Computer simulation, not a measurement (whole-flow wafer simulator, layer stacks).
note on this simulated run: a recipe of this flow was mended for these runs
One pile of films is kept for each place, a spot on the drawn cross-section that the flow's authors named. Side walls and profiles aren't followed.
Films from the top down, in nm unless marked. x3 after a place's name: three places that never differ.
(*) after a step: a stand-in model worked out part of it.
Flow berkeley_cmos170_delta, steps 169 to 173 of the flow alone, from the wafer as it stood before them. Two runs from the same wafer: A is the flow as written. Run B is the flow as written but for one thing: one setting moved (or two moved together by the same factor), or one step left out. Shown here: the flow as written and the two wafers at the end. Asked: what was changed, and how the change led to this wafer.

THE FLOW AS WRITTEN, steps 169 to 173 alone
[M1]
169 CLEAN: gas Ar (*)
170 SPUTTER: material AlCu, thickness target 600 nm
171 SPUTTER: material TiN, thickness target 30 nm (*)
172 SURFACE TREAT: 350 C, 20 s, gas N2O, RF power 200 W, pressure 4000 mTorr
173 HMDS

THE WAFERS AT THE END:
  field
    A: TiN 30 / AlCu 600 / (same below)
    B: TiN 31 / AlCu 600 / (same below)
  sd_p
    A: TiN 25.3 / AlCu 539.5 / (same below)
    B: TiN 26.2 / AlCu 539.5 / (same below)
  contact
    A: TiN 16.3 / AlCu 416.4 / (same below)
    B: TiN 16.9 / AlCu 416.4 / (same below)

The cause: step 171, SPUTTER: thickness target 31 nm was run, where the flow has thickness target 30 nm.
It can be read off the wafer: field has TiN 31, and step 171 as written asks for 30 nm.

How the change led to this, step by step:
  171 SPUTTER: material TiN, thickness target 30 nm (*)
      field, sd_n, spacer_n, gate, spacer_p, gate_p, m1: A TiN +30 (new film) | B TiN +31 (new film)
      sd_p: A TiN +25.3 (new film) | B TiN +26.2 (new film)
      (and at 1 more place)
